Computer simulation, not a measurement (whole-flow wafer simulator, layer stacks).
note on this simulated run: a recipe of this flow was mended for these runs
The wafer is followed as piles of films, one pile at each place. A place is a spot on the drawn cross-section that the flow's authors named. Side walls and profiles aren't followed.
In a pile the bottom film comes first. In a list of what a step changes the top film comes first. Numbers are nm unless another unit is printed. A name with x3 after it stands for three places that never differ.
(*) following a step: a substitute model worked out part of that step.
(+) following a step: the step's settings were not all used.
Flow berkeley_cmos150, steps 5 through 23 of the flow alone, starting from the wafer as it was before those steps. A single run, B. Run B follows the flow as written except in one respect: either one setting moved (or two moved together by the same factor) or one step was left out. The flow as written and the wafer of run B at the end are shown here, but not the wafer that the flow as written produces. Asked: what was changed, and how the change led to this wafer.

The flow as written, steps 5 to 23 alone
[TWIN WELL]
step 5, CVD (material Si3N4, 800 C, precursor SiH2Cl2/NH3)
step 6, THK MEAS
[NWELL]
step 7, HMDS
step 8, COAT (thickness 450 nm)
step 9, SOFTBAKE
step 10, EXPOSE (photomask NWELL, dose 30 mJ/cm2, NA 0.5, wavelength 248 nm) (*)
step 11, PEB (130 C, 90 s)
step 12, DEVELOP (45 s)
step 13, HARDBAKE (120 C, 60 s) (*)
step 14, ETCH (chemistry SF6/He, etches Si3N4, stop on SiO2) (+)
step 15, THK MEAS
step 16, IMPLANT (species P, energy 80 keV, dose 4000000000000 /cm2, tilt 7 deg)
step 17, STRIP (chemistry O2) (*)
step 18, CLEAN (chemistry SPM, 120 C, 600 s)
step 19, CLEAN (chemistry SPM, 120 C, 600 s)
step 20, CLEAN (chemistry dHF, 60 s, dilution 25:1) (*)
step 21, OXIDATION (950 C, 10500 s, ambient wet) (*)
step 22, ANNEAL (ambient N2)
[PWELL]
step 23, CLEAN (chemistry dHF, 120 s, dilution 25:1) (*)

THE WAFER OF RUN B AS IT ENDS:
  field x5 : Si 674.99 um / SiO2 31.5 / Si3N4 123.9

What caused this: step 5, CVD: 823 C was run, though the flow has 800 C.

The path from the change to this, step by step:
  step 5, CVD (material Si3N4, 800 C, precursor SiH2Cl2/NH3)
      field x5, field_p x3: +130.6 Si3N4 (new film) (in the flow as written it would be: +106 Si3N4 (new film))
  step 14, ETCH (chemistry SF6/He, etches Si3N4, stop on SiO2) (+)
      field x5: -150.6 KrF-resist (in the flow as written it would be: -124 KrF-resist)
      field_p x3: -130.6 Si3N4 (all of it), -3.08 SiO2 (in the flow as written it would be: -106 Si3N4 (all of it), -3.08 SiO2)
  step 17, STRIP (chemistry O2) (*)
      field x5: -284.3 KrF-resist (all of it) (in the flow as written it would be: -310.9 KrF-resist (all of it))
